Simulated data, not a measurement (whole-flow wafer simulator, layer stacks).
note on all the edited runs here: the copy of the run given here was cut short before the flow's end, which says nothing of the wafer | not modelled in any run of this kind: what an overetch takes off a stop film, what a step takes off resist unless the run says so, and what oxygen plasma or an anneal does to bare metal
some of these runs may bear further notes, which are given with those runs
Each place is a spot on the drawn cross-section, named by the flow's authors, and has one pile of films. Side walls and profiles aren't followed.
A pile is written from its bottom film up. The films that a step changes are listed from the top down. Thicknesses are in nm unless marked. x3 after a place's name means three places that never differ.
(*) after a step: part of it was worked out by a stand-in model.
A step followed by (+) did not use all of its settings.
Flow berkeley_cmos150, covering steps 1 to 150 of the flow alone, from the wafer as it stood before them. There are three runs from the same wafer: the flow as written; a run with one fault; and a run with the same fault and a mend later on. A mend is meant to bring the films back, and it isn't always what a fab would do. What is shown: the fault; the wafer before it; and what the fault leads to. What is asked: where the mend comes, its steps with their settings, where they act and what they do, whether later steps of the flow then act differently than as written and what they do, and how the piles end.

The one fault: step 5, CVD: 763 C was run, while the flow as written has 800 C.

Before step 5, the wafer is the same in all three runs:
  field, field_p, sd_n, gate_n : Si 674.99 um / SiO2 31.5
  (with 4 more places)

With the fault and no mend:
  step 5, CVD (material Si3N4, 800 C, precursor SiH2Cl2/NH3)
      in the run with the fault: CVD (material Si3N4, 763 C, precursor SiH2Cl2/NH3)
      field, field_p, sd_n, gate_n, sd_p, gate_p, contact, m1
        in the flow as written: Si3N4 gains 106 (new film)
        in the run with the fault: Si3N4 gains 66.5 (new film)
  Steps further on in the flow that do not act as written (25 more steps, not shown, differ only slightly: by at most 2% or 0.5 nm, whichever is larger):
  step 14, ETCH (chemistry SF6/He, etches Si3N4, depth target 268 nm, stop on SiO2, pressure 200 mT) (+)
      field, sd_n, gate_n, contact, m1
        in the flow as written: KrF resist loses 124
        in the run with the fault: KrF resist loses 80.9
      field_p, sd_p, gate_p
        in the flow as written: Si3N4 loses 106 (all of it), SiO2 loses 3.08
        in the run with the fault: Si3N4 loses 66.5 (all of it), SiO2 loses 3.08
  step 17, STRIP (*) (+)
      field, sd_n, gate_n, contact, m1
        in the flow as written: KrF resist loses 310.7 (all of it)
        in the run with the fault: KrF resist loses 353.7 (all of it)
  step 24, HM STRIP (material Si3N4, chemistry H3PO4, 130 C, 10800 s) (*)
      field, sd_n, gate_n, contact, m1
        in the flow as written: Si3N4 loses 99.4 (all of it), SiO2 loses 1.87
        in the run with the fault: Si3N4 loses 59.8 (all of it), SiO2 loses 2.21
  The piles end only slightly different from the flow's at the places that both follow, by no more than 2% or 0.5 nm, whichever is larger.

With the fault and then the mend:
  The mend follows step 13.
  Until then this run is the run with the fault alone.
  step 13a, STRIP (*) (+)
      field, sd_n, gate_n, contact, m1
        KrF resist loses 434.7 (all of it)
  step 13b, CLEAN (chemistry SPM, 600 s) (the flow's step 1 again)
      leaves every film unchanged at each place that is followed
  step 13c, CVD (material Si3N4, 800 C, precursor SiH2Cl2/NH3) (the flow's step 5 again, with other settings that aren't printed)
      field, field_p, sd_n, gate_n, sd_p, gate_p, contact, m1
        Si3N4 gains 39.6
  step 13d, HMDS (the flow's step 7 again)
      leaves every film unchanged at each place that is followed
  step 13e, COAT (KrF resist, thickness 450 nm) (the flow's step 8 again)
      field, field_p, sd_n, gate_n, sd_p, gate_p, contact, m1
        KrF resist gains 450 (new film)
  step 13f, SOFTBAKE (KrF resist) (the flow's step 9 again)
      leaves every film unchanged at each place that is followed
  step 13g, EXPOSE (photomask NWELL, dose 30 mJ/cm2, NA 0.5, wavelength 248 nm) (*) (the flow's step 10 again)
      leaves every film unchanged at each place that is followed
  step 13h, PEB (KrF resist, 130 C, 60 s) (the flow's step 11 again)
      field, field_p, sd_n, gate_n, sd_p, gate_p, contact, m1
        KrF resist loses 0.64
  step 13i, DEVELOP (KrF resist, thickness 450 nm, developer developer-D-0.26N) (the flow's step 12 again)
      field, sd_n, gate_n, contact, m1
        KrF resist loses 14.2
      field_p, sd_p, gate_p
        KrF resist loses 449.4 (all of it)
  step 13j, HARDBAKE (120 C, 1800 s) (the flow's step 13 again)
      field, sd_n, gate_n, contact, m1
        KrF resist loses 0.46
  Every later step of the flow that is run acts as written at every place that is followed.
  The piles end the same as the flow's at every place that both follow.
